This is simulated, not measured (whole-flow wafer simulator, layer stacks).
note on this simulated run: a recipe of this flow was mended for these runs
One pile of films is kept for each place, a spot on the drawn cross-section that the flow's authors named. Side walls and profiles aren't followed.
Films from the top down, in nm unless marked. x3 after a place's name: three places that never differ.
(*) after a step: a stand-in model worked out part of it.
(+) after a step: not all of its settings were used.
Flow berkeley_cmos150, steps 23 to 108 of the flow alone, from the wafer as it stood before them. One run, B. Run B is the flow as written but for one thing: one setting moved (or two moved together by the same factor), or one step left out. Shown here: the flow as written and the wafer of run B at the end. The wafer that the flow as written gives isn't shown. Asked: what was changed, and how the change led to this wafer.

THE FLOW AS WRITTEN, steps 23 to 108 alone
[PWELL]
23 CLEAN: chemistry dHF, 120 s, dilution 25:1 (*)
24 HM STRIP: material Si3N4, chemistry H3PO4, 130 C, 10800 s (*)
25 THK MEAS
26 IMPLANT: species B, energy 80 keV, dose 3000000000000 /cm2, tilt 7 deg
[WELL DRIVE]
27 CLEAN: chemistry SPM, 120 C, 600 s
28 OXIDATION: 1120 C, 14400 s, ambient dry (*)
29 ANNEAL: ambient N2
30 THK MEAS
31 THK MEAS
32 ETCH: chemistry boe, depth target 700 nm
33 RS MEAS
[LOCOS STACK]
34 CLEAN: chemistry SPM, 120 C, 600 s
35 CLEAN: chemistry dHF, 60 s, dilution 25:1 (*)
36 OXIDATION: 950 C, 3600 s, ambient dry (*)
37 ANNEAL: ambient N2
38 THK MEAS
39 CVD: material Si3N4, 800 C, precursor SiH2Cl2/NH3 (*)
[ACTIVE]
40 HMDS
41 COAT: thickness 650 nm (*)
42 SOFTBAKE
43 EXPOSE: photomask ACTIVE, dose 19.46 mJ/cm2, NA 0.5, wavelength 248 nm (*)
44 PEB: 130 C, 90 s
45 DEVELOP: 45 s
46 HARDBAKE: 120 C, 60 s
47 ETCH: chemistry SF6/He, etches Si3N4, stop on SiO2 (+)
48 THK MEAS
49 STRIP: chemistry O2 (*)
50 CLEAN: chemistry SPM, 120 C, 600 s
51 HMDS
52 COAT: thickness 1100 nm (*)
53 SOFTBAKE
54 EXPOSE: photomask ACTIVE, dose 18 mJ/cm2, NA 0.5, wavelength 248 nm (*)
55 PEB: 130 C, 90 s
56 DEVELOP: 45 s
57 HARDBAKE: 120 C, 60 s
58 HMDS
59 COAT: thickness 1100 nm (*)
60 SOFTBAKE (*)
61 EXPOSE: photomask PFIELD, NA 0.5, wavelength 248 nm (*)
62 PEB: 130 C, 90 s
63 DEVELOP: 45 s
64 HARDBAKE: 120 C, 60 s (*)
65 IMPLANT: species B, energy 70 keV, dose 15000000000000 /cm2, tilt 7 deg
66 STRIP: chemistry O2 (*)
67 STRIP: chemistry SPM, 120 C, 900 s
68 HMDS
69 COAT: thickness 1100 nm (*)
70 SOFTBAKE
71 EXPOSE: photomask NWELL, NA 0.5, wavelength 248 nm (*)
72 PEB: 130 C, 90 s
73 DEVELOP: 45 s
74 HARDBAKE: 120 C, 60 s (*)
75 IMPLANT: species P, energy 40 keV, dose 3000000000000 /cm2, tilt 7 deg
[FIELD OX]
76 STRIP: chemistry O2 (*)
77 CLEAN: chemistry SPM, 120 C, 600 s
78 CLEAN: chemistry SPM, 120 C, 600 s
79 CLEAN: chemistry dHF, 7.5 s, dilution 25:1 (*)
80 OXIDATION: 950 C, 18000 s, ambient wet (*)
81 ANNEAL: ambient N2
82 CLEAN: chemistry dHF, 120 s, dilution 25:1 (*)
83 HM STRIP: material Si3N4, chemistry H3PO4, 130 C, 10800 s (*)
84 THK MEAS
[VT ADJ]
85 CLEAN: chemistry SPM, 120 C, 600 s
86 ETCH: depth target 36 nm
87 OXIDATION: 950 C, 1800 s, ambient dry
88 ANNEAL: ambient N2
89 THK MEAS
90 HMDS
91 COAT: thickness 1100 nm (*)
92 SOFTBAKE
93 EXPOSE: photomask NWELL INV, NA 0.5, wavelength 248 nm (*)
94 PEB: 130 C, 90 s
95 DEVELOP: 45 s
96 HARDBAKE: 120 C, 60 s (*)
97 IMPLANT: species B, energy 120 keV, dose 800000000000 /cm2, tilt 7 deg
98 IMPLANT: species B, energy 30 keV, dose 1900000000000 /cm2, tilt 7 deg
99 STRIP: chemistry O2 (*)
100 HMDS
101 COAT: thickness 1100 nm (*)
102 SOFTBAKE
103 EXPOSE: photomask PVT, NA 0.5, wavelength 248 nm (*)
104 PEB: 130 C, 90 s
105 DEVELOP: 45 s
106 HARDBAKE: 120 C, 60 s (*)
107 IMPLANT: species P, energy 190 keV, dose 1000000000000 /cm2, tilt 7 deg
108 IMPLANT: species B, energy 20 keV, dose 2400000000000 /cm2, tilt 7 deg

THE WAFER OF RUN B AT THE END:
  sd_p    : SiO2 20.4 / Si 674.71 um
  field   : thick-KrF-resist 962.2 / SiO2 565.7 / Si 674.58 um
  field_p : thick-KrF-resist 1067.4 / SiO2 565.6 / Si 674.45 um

The cause: step 24, HM STRIP: 169 C was run, where the flow has 130 C.

How the change led to this, step by step:
  24 HM STRIP: material Si3N4, chemistry H3PO4, 130 C, 10800 s (*)
      field, sd_n, gate_n, contact, m1: chemical SiO2 +0.5 (new film), Si3N4 -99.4 (all of it), SiO2 -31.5 (all of it), Si -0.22 (as written it would be: Si3N4 -99.4 (all of it), SiO2 -1.87)
      field_p, sd_p, gate_p: SiO2 -56.9 (as written it would be: SiO2 -2.72)
  28 OXIDATION: 1120 C, 14400 s, ambient dry (*)
      field, sd_n, gate_n, contact, m1: SiO2 +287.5 (new film), chemical SiO2 -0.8 (all of it), Si -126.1 (as written it would be: SiO2 +261.5, Si -115.1)
      field_p, sd_p, gate_p: SiO2 +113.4, Si -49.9 (as written it would be: SiO2 +103.6, Si -45.6)
  32 ETCH: chemistry boe, depth target 700 nm
      field_p, sd_p, gate_p: SiO2 -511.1 (all of it) (as written it would be: SiO2 -555.5 (all of it))
